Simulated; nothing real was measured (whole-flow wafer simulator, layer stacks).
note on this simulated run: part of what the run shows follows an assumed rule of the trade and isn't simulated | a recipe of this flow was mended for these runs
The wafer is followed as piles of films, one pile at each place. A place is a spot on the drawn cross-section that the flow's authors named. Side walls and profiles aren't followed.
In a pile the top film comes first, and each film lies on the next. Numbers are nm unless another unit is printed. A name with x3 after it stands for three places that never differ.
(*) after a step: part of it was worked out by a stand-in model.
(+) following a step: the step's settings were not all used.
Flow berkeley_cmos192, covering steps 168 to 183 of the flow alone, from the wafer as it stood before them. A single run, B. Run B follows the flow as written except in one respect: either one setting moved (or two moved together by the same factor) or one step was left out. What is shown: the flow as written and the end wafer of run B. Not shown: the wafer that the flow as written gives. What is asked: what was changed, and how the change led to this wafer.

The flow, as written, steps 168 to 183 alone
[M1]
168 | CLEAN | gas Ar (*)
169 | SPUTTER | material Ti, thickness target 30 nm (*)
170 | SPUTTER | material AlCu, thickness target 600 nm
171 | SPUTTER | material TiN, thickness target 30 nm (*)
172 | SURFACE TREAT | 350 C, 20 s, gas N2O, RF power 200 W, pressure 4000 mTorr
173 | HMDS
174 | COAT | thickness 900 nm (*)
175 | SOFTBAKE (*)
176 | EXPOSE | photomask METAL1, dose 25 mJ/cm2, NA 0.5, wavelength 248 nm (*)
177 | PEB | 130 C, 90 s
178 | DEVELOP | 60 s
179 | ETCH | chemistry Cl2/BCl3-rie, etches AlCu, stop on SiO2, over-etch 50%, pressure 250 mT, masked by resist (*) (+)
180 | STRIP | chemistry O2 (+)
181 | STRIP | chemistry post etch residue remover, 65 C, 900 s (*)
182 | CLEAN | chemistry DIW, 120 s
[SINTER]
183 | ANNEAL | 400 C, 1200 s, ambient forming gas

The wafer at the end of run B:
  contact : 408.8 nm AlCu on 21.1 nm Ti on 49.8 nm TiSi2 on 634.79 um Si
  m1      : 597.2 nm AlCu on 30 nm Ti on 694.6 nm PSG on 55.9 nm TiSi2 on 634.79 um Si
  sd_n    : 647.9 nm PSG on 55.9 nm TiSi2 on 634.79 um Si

What caused this: step 171, SPUTTER: material TiN, thickness target 30 nm (*), was not run.

How this came from the change, step by step:
  178 | DEVELOP | 60 s
      field: -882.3 KrF-resist (all of it), -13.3 AlCu (in the flow as written it would be: -884.1 KrF-resist (all of it))
      sd_n: -874.1 KrF-resist (all of it), -13.3 AlCu (in the flow as written it would be: -873 KrF-resist (all of it))
      (as well as at 5 more places)
  179 | ETCH | chemistry Cl2/BCl3-rie, etches AlCu, stop on SiO2, over-etch 50%, pressure 250 mT, masked by resist (*) (+)
      field, sd_n, spacer_n, gate, spacer_p, gate_p: -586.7 AlCu (all of it), -30 Ti (all of it), -46.7 PSG (in the flow as written it would be: -30 TiN (all of it), -600 AlCu (all of it), -30 Ti (all of it), -41.2 PSG)
      sd_p: -544.1 AlCu (all of it), -26.8 Ti (all of it), -52.4 PSG (in the flow as written it would be: -26.2 TiN (all of it), -557.4 AlCu (all of it), -26.8 Ti (all of it), -47.4 PSG)
      (as well as at 2 more places)
  180 | STRIP | chemistry O2 (+)
      m1: -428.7 KrF-resist (all of it) (in the flow as written it would be: -396.5 KrF-resist (all of it))
  181 | STRIP | chemistry post etch residue remover, 65 C, 900 s (*)
      contact, m1: -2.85 AlCu (in the flow as written it would be: -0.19 TiN)
